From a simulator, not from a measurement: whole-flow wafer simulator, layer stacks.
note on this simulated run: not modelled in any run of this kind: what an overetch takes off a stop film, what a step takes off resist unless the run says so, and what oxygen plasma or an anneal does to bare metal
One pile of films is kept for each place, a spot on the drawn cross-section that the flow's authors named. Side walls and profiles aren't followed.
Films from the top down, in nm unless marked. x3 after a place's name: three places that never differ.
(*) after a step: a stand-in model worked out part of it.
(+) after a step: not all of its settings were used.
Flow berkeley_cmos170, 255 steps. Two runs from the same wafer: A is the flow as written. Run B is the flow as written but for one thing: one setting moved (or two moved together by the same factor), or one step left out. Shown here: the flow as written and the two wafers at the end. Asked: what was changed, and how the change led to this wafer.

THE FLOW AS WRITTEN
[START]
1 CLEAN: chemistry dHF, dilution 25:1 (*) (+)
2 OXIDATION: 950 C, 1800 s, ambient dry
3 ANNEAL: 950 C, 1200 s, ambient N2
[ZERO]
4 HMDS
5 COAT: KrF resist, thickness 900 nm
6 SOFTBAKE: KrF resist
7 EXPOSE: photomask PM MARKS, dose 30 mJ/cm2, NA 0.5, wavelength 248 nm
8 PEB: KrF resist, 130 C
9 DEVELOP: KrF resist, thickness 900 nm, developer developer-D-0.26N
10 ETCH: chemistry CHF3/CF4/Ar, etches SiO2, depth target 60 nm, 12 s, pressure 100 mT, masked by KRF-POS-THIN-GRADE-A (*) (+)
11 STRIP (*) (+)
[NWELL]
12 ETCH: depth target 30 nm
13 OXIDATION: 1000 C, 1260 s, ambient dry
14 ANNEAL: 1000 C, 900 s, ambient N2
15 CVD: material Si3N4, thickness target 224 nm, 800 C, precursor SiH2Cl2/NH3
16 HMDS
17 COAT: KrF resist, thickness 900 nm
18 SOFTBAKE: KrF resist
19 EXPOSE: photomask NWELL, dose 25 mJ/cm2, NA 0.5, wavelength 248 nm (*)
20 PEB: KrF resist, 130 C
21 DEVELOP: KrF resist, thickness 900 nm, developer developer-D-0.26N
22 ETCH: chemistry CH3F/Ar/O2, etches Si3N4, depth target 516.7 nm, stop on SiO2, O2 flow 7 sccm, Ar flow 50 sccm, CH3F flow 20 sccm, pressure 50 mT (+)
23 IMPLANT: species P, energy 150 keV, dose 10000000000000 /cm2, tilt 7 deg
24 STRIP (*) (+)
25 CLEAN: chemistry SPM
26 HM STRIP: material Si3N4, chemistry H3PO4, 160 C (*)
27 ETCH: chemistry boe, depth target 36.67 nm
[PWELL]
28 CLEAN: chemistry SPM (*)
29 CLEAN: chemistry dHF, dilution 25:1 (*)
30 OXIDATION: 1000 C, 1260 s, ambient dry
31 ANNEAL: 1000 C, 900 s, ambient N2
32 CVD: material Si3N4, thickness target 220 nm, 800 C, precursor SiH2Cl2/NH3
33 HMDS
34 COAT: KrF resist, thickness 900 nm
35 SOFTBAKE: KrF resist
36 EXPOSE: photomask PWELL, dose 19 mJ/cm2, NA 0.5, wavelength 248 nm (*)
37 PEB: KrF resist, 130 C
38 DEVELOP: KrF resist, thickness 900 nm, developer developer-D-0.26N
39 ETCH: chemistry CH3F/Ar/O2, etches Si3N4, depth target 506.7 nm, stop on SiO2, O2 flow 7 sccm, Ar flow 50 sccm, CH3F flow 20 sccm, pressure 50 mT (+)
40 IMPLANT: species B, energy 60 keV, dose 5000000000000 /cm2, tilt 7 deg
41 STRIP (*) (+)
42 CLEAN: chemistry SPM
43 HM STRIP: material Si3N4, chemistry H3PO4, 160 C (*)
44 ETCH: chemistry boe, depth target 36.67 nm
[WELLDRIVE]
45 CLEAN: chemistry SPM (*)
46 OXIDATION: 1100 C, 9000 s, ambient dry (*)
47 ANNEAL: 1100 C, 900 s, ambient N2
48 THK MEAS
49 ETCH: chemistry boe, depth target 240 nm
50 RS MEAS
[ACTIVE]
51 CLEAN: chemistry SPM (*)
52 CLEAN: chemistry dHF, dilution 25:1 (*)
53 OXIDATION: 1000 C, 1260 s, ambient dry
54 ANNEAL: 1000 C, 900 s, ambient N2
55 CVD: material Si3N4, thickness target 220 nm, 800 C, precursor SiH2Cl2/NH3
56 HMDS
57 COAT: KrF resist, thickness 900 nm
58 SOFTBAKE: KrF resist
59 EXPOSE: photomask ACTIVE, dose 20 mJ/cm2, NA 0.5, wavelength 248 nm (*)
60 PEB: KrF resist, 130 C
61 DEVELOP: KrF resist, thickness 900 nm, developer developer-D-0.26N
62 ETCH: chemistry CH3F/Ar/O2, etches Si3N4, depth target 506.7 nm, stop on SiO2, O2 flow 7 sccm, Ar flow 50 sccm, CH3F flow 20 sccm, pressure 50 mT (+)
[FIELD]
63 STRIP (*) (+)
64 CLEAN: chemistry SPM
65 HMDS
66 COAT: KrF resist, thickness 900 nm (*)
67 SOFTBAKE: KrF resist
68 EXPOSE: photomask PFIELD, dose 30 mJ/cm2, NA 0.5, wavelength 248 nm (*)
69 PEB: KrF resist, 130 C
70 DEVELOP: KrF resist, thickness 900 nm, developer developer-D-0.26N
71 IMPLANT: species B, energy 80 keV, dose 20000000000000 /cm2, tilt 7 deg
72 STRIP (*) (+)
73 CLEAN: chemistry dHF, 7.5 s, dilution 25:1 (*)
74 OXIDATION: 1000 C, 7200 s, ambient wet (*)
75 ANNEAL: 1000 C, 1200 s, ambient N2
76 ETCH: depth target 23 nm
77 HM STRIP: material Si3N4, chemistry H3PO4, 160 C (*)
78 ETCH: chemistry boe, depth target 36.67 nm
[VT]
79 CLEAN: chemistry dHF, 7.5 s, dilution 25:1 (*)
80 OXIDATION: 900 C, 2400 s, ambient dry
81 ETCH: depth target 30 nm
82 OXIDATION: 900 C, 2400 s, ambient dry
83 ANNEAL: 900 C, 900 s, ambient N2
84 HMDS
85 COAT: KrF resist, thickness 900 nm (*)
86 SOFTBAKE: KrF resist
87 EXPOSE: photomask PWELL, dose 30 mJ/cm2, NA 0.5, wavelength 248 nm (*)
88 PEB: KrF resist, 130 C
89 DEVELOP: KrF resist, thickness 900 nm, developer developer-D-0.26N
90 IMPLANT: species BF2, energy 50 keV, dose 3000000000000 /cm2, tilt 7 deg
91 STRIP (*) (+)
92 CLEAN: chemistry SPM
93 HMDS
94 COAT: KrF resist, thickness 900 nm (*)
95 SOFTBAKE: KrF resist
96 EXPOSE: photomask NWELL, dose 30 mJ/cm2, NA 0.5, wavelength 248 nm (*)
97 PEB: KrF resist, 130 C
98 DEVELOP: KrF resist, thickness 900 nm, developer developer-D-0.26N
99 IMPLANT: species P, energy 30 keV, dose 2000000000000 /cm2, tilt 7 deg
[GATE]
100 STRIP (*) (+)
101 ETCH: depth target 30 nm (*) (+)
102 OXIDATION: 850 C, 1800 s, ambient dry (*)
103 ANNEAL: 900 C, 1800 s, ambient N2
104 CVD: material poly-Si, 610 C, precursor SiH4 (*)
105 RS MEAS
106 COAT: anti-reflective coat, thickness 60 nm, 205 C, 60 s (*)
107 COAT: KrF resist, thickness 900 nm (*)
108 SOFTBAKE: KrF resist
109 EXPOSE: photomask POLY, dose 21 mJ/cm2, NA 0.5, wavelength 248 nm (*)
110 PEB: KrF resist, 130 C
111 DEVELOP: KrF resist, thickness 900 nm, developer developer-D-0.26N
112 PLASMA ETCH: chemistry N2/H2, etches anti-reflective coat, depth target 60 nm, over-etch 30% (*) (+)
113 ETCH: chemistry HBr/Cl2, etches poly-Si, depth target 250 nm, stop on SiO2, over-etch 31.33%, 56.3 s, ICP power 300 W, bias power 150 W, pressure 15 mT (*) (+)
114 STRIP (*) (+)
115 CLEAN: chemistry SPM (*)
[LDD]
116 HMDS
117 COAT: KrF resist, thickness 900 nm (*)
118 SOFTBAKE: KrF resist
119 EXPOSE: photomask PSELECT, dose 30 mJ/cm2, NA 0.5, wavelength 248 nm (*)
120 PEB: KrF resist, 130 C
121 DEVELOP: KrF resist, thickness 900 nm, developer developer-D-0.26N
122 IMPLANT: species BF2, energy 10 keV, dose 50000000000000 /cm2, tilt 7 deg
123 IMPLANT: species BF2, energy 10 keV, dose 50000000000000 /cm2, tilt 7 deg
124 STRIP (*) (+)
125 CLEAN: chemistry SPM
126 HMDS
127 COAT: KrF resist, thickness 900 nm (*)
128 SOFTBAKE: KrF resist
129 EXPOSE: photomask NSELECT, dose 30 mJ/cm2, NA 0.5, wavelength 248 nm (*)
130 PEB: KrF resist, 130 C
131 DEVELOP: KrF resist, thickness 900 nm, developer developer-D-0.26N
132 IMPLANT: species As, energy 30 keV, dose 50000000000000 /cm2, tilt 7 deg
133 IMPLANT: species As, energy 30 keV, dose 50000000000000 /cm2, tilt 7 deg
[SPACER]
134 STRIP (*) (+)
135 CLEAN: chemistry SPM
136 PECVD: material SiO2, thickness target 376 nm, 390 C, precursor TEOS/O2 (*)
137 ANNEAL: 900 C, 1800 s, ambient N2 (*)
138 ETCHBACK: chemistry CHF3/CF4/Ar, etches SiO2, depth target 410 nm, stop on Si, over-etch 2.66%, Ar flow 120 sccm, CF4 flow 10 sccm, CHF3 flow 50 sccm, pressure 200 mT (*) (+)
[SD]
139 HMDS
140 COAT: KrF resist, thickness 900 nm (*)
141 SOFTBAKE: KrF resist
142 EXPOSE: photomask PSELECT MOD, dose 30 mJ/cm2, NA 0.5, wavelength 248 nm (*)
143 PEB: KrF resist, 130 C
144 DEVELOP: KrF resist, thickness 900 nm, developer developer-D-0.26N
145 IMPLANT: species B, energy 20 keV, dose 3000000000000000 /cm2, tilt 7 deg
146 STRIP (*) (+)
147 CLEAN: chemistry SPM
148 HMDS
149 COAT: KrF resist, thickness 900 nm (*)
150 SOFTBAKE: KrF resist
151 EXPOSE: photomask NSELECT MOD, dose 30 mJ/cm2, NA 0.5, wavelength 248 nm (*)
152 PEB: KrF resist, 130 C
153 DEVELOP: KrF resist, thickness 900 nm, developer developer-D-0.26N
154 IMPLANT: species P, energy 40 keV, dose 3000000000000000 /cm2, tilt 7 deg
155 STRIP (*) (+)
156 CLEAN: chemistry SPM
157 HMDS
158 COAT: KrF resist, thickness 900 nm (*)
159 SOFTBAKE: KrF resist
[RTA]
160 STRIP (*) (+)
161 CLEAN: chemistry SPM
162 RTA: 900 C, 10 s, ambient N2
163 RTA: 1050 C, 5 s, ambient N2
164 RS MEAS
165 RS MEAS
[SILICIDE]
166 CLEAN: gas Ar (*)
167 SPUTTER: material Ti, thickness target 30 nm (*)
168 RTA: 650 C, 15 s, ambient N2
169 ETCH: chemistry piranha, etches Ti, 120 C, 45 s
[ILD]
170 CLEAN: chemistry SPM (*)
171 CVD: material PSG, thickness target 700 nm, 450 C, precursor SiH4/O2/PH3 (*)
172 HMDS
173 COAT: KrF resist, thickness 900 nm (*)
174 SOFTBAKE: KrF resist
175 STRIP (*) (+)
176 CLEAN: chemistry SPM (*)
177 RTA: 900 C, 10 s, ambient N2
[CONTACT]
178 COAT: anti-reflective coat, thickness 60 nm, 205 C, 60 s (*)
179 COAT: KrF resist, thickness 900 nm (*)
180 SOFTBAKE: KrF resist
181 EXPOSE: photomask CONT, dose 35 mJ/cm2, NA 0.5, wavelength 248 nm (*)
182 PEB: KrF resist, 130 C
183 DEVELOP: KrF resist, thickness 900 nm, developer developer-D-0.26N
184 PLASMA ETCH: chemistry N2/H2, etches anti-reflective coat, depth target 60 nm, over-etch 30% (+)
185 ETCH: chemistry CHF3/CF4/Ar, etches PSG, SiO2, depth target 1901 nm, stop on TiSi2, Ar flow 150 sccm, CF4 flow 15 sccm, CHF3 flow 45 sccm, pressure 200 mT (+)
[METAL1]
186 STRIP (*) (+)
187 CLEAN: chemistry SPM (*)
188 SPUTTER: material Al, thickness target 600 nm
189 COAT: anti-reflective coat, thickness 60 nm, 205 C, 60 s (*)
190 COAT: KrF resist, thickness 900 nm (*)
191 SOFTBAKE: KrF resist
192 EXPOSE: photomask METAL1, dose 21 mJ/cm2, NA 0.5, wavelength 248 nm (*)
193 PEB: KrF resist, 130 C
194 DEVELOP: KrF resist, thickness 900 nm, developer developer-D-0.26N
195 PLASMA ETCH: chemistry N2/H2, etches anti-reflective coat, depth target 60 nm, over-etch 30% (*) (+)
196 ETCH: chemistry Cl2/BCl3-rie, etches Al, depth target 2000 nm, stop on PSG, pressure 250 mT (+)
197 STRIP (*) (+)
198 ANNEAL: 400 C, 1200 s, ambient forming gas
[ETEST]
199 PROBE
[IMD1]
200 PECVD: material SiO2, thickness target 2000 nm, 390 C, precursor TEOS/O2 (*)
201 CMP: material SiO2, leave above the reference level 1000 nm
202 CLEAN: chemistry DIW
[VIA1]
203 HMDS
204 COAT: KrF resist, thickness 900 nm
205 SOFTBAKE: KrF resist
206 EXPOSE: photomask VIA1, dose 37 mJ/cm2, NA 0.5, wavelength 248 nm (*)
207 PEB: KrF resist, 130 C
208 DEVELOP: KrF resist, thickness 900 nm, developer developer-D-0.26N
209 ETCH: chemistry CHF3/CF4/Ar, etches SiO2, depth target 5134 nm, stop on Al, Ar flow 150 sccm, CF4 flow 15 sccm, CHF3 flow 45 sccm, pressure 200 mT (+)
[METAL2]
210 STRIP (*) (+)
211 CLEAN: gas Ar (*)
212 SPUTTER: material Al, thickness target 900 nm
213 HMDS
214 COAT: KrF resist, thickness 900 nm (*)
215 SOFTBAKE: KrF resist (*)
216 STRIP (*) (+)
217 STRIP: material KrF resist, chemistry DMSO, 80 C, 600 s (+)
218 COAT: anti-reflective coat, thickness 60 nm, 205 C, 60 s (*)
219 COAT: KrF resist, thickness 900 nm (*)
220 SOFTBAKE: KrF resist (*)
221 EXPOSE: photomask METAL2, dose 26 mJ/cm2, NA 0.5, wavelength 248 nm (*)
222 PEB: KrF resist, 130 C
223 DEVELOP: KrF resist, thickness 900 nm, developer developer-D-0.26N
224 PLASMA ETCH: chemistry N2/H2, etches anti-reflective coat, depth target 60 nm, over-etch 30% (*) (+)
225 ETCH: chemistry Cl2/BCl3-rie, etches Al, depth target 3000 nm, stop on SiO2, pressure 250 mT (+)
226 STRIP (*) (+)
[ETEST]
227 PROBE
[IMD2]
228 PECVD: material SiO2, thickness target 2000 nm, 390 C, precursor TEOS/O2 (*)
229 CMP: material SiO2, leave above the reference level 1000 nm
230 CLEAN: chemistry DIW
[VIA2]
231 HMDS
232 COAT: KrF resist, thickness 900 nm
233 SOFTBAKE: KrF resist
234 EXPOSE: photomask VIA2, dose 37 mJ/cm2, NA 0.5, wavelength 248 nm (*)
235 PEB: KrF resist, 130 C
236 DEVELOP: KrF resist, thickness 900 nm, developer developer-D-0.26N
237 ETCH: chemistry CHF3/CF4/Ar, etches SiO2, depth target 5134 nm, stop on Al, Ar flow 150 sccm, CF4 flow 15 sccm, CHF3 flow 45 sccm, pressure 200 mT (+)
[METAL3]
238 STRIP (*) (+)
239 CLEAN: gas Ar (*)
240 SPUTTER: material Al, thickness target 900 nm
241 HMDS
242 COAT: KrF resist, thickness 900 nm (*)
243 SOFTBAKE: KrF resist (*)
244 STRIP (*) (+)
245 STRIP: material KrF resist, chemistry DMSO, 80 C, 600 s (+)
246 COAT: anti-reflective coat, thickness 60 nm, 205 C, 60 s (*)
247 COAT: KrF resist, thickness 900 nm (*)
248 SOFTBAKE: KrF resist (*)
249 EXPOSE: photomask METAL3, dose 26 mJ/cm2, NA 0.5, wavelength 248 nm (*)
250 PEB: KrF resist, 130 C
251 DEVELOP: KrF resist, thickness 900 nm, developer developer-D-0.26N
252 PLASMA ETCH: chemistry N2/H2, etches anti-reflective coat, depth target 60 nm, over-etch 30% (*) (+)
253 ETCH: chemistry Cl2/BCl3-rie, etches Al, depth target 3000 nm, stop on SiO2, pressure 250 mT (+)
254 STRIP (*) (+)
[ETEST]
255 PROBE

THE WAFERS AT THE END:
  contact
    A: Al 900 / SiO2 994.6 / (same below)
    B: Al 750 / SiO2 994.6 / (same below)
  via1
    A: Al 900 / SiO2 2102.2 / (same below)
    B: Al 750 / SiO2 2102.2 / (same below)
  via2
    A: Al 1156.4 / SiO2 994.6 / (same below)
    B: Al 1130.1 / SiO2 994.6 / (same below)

The cause: step 240, SPUTTER: thickness target 750 nm was run, where the flow has thickness target 900 nm.
It can be read off the wafer: contact has Al 750, and step 240 as written asks for 900 nm.

How the change led to this, step by step:
  240 SPUTTER: material Al, thickness target 900 nm
      field, sd_n, spacer_n and 8 more: A Al +900 (new film) | B Al +750 (new film)
      via2: A Al +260 | B Al +233.6
  242 COAT: KrF resist, thickness 900 nm (*)
      via2: A KrF resist +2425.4 (new film) | B KrF resist +2306.3 (new film)
  244 STRIP (*) (+)
      via2: A KrF resist -2425.4 (all of it) | B KrF resist -2306.3 (all of it)
  246 COAT: anti-reflective coat, thickness 60 nm, 205 C, 60 s (*)
      via2: A anti-reflective coat +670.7 (new film) | B anti-reflective coat +610.5 (new film)
  247 COAT: KrF resist, thickness 900 nm (*)
      via2: A KrF resist +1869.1 (new film) | B KrF resist +1797 (new film)
  253 ETCH: chemistry Cl2/BCl3-rie, etches Al, depth target 3000 nm, stop on SiO2, pressure 250 mT (+)
      field, sd_n, spacer_n, gate_n, sd_p, spacer_p, gate_p: A Al -900 (all of it), SiO2 -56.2 | B Al -750 (all of it), SiO2 -56.2
      contact, m1, via1, m2, via2: A KrF resist -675 | B KrF resist -600
  254 STRIP (*) (+)
      contact: A KrF resist -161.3 (all of it), anti-reflective coat -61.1 (all of it) | B KrF resist -236.1 (all of it), anti-reflective coat -61.1 (all of it)
      m1: A KrF resist -158.8 (all of it), anti-reflective coat -41 (all of it) | B KrF resist -230.9 (all of it), anti-reflective coat -40.7 (all of it)
      (and at 3 more places)
